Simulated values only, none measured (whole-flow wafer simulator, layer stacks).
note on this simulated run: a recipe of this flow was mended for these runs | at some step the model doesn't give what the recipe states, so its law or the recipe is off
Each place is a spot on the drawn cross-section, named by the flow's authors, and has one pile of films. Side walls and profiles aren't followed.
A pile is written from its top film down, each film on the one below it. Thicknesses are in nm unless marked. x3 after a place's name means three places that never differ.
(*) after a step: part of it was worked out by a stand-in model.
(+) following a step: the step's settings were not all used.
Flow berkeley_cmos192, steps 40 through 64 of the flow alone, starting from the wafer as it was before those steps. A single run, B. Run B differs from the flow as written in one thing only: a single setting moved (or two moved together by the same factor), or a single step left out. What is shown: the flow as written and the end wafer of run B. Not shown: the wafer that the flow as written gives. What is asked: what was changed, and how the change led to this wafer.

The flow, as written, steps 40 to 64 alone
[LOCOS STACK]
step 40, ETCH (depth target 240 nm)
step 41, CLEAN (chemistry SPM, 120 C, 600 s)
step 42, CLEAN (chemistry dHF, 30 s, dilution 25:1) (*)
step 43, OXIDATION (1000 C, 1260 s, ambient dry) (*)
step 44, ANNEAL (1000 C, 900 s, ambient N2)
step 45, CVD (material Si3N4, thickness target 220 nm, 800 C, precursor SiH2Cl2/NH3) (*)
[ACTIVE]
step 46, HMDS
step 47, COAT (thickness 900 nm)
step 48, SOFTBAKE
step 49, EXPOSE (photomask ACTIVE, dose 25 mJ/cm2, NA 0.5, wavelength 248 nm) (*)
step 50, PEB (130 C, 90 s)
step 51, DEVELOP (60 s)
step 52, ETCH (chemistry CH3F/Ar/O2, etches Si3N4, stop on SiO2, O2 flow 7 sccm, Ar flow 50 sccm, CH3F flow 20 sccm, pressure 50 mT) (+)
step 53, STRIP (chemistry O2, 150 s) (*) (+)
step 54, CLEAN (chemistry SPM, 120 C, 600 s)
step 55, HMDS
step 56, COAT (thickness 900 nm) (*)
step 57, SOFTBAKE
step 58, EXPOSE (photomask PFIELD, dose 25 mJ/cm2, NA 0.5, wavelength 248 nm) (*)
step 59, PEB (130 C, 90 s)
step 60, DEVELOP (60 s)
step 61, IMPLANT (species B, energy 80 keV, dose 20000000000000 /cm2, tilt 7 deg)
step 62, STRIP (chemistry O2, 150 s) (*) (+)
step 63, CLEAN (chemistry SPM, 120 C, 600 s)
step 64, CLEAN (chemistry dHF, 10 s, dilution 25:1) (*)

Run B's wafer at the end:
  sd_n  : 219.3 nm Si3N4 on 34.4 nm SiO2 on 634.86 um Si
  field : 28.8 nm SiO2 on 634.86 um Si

Cause: step 43, OXIDATION: 1030 C was run, though the flow has 1000 C.

The path from the change to this, step by step:
  step 43, OXIDATION (1000 C, 1260 s, ambient dry) (*)
      field, sd_n, spacer_n and 6 more: +34.4 SiO2 (new film), -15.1 Si (in the flow as written it would be: +26.6 SiO2 (new film), -11.7 Si)
